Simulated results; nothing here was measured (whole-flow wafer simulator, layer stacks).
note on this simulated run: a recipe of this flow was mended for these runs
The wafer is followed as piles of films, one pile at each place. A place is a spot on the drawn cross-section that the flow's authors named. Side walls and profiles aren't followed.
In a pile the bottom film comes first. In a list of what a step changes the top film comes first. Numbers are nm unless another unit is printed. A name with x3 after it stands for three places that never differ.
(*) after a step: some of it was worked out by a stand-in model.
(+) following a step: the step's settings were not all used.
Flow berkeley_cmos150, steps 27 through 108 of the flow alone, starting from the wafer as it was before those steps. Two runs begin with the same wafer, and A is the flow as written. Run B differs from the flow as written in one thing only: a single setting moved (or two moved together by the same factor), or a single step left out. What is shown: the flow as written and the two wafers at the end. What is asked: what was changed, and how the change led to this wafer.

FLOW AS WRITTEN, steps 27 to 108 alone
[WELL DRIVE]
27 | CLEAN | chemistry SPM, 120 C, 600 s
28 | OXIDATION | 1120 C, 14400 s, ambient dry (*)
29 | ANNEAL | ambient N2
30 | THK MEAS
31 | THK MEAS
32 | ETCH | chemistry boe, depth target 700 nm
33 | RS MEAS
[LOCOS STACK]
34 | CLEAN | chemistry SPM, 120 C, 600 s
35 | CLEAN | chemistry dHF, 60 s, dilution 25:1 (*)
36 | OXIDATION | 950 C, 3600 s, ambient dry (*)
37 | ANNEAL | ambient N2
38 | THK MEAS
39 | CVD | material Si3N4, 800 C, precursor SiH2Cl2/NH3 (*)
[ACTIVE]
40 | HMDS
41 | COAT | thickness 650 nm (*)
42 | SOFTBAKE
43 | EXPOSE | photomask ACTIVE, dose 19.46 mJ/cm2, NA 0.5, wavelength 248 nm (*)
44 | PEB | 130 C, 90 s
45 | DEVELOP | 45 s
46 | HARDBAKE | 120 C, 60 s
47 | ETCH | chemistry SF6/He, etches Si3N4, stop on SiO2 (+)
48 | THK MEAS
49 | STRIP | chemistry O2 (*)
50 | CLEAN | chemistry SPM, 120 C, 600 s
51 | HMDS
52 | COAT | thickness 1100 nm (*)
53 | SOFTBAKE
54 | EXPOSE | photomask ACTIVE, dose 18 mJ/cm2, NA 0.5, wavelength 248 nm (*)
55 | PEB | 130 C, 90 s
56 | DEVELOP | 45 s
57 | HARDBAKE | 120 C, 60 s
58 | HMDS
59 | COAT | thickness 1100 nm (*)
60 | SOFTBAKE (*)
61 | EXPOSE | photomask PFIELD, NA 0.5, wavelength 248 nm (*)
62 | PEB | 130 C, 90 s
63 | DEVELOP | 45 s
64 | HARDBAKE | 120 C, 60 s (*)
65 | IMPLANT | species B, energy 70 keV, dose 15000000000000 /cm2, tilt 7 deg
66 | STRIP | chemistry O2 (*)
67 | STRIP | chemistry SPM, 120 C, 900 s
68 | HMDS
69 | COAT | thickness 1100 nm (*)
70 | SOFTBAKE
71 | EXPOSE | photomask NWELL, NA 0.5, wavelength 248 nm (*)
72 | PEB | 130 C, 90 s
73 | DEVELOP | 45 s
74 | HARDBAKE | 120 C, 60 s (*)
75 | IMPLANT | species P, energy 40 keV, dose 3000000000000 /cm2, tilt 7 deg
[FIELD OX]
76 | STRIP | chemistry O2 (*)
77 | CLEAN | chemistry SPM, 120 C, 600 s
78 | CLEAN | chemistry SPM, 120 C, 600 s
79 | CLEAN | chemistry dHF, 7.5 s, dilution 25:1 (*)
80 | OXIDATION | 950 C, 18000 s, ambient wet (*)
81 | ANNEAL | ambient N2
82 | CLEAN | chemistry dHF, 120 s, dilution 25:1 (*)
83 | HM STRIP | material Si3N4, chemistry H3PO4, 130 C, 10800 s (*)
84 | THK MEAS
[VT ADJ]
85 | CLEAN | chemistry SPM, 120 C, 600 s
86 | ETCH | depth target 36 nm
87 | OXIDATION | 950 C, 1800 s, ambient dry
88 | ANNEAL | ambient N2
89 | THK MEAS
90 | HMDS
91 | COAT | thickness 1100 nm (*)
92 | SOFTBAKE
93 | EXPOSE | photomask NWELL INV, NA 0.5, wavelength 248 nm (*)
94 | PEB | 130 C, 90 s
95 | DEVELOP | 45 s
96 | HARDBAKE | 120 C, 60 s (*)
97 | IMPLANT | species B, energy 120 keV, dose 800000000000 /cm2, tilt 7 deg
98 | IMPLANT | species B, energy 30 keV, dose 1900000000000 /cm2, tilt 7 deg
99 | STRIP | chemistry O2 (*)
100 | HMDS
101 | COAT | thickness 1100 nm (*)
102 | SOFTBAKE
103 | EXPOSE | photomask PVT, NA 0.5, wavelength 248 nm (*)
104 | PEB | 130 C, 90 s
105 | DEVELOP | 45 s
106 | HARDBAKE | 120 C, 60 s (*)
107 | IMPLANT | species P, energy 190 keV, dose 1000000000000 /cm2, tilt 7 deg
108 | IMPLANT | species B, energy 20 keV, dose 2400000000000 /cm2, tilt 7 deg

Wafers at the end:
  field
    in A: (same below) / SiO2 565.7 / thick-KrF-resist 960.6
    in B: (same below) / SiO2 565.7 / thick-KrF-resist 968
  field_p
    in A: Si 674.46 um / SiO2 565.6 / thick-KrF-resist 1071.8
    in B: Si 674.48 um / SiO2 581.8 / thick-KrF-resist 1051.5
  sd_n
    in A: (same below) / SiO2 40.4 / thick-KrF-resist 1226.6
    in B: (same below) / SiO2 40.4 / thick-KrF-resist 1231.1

The reason: step 32, ETCH: depth target 490 nm was run, while the flow as written has depth target 700 nm.

Step by step, how the change led to this:
  32 | ETCH | chemistry boe, depth target 700 nm
      field_p, sd_p, gate_p: A -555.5 SiO2 (all of it) | B -490 SiO2
  34 | CLEAN | chemistry SPM, 120 C, 600 s
      field_p, sd_p, gate_p: A +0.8 chemical SiO2 (new film), -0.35 Si | B nothing
  35 | CLEAN | chemistry dHF, 60 s, dilution 25:1 (*)
      field_p, sd_p, gate_p: A -0.8 chemical SiO2 (all of it) | B -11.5 SiO2
  36 | OXIDATION | 950 C, 3600 s, ambient dry (*)
      field_p, sd_p, gate_p: A +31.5 SiO2 (new film), -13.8 Si | B +16.7 SiO2, -7.35 Si
  41 | COAT | thickness 650 nm (*)
      field: A +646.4 KrF-resist (new film) | B +627.9 KrF-resist (new film)
      field_p: A +715.2 KrF-resist (new film) | B +692.7 KrF-resist (new film)
      (and at 1 other place as well)
  45 | DEVELOP | 45 s
      field: A -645 KrF-resist (all of it) | B -626.5 KrF-resist (all of it)
      field_p: A -713.6 KrF-resist (all of it) | B -691.2 KrF-resist (all of it)
  46 | HARDBAKE | 120 C, 60 s
      sd_p: A -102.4 KrF-resist | B -100.1 KrF-resist
  49 | STRIP | chemistry O2 (*)
      sd_p: A -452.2 KrF-resist (all of it) | B -439.5 KrF-resist (all of it)
      gate_p: A -448.5 KrF-resist (all of it) | B -437 KrF-resist (all of it)
  52 | COAT | thickness 1100 nm (*)
      field_p: A +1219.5 thick-KrF-resist (new film) | B +1190.9 thick-KrF-resist (new film)
      sd_p: A +1111.6 thick-KrF-resist (new film) | B +1088.5 thick-KrF-resist (new film)
  56 | DEVELOP | 45 s
      field_p: A -1216.4 thick-KrF-resist (all of it) | B -1187.9 thick-KrF-resist (all of it)
  57 | HARDBAKE | 120 C, 60 s
      sd_p: A -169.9 thick-KrF-resist | B -166.3 thick-KrF-resist
  59 | COAT | thickness 1100 nm (*)
      field_p: A +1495 thick-KrF-resist (new film) | B +1463.8 thick-KrF-resist (new film)
  66 | STRIP | chemistry O2 (*)
      field_p: A -1477.9 thick-KrF-resist (all of it) | B -1446.7 thick-KrF-resist (all of it)
  69 | COAT | thickness 1100 nm (*)
      field_p: A +1219.5 thick-KrF-resist (new film) | B +1190.9 thick-KrF-resist (new film)
      sd_p: A +1111.6 thick-KrF-resist (new film) | B +1088.5 thick-KrF-resist (new film)
  73 | DEVELOP | 45 s
      field_p: A -1216.4 thick-KrF-resist (all of it) | B -1187.9 thick-KrF-resist (all of it)
      sd_p: A -1108.9 thick-KrF-resist (all of it) | B -1085.8 thick-KrF-resist (all of it)
  80 | OXIDATION | 950 C, 18000 s, ambient wet (*)
      gate_p: A +10.3 SiO2 (new film), -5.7 Si3N4 | B +10.3 SiO2 (new film), -5.7 Si3N4, +0.72 SiO2, -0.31 Si
      field_p: A +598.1 SiO2, -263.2 Si | B +575 SiO2, -253 Si
  ... 1 further step ...
  87 | OXIDATION | 950 C, 1800 s, ambient dry
      sd_p: A +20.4 SiO2 (new film), -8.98 Si | B +9.63 SiO2, -4.24 Si
      gate_p: A +20.4 SiO2 (new film), -8.98 Si | B +9.58 SiO2, -4.22 Si
